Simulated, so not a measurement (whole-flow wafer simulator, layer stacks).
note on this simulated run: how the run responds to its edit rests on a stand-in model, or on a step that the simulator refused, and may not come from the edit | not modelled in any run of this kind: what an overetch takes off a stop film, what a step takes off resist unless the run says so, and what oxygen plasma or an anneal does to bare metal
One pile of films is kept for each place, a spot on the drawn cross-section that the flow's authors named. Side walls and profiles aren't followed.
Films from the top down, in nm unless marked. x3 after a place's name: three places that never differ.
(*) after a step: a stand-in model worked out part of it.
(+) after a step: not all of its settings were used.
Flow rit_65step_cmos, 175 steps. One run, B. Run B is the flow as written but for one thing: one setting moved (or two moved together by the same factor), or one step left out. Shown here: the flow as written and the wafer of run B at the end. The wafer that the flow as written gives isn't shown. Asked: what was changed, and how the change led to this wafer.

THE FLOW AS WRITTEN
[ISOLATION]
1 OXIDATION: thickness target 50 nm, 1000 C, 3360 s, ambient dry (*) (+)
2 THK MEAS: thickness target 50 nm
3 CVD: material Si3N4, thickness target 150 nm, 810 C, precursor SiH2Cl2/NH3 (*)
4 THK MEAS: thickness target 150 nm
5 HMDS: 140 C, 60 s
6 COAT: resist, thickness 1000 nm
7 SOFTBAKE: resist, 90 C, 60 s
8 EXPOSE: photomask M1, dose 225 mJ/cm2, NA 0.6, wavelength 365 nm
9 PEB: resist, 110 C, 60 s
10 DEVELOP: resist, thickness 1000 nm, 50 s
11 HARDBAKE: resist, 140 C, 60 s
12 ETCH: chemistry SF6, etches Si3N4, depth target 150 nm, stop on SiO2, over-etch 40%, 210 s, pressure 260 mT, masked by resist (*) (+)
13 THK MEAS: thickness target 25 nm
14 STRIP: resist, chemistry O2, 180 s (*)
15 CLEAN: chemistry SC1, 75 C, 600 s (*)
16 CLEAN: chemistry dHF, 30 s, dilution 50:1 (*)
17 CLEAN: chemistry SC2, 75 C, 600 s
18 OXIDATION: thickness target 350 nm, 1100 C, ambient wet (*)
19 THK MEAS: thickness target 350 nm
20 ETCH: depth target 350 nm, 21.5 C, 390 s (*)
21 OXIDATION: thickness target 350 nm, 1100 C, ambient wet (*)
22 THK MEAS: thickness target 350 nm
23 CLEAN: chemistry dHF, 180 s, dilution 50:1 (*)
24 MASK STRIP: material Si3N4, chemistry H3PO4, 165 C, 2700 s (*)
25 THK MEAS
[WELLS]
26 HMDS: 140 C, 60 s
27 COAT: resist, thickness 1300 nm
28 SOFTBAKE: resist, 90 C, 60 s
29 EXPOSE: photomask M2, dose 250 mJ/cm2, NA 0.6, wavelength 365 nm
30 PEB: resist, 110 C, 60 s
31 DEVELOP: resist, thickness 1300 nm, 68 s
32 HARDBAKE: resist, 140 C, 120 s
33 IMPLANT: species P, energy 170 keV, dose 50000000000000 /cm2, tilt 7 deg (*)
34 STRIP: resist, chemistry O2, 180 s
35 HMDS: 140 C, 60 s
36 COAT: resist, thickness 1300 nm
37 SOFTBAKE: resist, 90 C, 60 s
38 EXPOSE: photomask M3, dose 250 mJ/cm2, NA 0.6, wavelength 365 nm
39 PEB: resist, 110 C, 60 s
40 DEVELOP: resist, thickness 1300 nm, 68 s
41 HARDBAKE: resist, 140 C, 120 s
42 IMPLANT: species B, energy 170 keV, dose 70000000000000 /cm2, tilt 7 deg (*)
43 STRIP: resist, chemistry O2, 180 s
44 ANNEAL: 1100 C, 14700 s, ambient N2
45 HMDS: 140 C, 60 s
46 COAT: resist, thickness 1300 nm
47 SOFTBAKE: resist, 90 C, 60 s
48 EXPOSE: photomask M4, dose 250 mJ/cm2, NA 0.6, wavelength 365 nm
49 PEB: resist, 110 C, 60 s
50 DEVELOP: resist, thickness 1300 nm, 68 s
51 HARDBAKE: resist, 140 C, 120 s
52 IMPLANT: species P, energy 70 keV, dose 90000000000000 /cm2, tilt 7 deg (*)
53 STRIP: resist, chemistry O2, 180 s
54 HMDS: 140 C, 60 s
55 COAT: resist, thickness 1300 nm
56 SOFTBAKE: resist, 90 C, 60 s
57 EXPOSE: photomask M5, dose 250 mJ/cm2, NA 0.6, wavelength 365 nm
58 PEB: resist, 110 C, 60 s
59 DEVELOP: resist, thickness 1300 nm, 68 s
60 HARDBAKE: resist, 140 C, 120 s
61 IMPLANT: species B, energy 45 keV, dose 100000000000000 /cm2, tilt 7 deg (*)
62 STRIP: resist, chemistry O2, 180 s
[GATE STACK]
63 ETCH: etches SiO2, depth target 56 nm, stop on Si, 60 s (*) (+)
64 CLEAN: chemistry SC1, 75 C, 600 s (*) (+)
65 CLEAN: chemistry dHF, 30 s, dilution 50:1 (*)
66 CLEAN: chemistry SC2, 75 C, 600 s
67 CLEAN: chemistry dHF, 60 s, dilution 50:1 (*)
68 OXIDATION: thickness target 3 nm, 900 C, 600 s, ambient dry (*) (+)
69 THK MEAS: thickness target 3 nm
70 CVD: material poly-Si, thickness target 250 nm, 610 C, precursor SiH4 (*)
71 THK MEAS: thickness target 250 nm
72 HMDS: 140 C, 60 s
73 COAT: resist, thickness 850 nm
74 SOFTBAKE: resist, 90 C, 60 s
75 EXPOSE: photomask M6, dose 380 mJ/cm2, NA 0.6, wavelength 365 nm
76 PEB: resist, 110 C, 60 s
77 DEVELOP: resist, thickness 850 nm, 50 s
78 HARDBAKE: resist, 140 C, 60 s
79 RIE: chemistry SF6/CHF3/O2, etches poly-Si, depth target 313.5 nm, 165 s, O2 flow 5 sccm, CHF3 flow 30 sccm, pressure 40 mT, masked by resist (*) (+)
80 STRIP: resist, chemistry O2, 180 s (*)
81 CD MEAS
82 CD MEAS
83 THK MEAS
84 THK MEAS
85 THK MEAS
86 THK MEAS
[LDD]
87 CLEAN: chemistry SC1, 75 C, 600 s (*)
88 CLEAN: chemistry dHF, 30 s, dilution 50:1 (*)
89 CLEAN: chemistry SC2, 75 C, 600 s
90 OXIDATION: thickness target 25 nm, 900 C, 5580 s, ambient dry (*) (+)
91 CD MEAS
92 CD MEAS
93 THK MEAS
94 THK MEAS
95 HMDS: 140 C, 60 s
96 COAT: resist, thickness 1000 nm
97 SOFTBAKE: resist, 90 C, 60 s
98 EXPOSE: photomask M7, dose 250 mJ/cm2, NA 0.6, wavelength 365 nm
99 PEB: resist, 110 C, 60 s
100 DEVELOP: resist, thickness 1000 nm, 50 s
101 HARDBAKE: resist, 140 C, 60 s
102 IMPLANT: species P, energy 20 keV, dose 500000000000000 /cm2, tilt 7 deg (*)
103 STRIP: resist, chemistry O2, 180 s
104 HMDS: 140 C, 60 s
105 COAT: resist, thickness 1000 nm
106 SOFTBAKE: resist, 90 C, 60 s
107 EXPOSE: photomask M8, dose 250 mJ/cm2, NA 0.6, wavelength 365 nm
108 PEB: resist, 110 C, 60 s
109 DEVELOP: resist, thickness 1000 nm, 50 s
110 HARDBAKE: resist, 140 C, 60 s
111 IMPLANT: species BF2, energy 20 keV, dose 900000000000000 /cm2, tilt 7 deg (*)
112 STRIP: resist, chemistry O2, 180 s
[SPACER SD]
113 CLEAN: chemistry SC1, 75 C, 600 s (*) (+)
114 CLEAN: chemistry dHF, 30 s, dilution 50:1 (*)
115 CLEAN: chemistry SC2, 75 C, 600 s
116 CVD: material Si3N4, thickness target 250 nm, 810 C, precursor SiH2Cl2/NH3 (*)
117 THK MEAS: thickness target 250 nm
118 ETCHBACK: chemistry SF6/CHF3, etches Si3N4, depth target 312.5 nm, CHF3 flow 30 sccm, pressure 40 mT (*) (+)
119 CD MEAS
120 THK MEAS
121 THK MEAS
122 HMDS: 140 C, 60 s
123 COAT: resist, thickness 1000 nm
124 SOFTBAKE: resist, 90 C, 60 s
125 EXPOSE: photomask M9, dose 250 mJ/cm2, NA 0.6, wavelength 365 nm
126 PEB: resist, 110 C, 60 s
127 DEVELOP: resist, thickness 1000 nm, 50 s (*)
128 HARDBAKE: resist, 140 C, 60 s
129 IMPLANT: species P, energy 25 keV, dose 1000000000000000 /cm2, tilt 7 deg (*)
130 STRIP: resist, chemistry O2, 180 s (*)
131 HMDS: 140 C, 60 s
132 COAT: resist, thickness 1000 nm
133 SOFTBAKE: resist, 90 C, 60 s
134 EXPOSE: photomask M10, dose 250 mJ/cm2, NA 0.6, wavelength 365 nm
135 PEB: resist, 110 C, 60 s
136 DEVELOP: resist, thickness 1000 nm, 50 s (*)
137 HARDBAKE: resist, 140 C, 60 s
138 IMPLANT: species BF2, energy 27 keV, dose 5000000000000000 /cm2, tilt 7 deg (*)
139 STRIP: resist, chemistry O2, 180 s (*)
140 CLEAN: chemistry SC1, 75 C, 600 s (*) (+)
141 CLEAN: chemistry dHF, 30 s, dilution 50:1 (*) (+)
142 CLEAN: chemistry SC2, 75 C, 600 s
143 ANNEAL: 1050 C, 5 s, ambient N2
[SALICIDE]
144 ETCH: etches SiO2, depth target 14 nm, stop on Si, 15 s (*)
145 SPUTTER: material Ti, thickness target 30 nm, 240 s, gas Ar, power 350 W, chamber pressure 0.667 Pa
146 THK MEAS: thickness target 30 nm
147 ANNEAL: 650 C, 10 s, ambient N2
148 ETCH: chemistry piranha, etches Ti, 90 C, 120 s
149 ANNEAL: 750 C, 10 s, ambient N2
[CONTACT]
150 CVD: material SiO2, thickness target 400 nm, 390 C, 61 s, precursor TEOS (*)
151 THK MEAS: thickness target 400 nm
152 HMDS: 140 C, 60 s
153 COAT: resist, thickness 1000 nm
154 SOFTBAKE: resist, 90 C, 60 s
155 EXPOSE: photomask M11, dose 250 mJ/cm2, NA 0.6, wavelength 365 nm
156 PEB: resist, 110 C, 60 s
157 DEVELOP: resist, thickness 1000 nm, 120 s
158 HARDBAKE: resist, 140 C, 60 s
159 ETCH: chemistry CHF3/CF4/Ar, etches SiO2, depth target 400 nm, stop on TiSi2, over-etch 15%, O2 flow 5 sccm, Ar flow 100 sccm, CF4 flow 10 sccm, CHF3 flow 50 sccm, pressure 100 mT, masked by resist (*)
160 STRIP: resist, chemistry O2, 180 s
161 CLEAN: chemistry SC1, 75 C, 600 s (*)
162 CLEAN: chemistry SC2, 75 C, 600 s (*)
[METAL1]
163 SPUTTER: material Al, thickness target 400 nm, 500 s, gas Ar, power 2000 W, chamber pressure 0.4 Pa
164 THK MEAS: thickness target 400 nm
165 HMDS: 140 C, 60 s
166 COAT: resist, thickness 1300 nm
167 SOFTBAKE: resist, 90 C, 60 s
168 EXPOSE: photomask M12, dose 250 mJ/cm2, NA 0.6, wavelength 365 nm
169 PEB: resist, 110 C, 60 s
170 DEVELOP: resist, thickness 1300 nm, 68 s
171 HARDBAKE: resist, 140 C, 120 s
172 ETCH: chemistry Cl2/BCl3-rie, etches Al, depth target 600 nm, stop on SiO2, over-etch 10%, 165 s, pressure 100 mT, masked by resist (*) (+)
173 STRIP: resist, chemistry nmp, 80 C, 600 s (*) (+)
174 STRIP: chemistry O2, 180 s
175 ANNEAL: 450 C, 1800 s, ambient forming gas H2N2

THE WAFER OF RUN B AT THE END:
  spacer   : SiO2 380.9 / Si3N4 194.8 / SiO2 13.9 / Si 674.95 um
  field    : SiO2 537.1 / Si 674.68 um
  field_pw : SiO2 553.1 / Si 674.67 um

The cause: step 163, SPUTTER: thickness target 540 nm was run, where the flow has thickness target 400 nm.

How the change led to this, step by step:
  163 SPUTTER: material Al, thickness target 400 nm, 500 s, gas Ar, power 2000 W, chamber pressure 0.4 Pa
      field, field_pw, field_p, spacer, spacer_p: Al +540 (new film) (as written it would be: Al +400 (new film))
      gate_n, gate_p: Al +517.4 (new film) (as written it would be: Al +396 (new film))
      (and at 1 more place)
  172 ETCH: chemistry Cl2/BCl3-rie, etches Al, depth target 600 nm, stop on SiO2, over-etch 10%, 165 s, pressure 100 mT, masked by resist (*) (+)
      field, field_pw, field_p, spacer, spacer_p: Al -540 (all of it), SiO2 -15 (as written it would be: Al -400 (all of it), SiO2 -32.5)
      gate_n, gate_p: Al -517.4 (all of it), SiO2 -17.8 (as written it would be: Al -396 (all of it), SiO2 -33)
      (and at 1 more place)
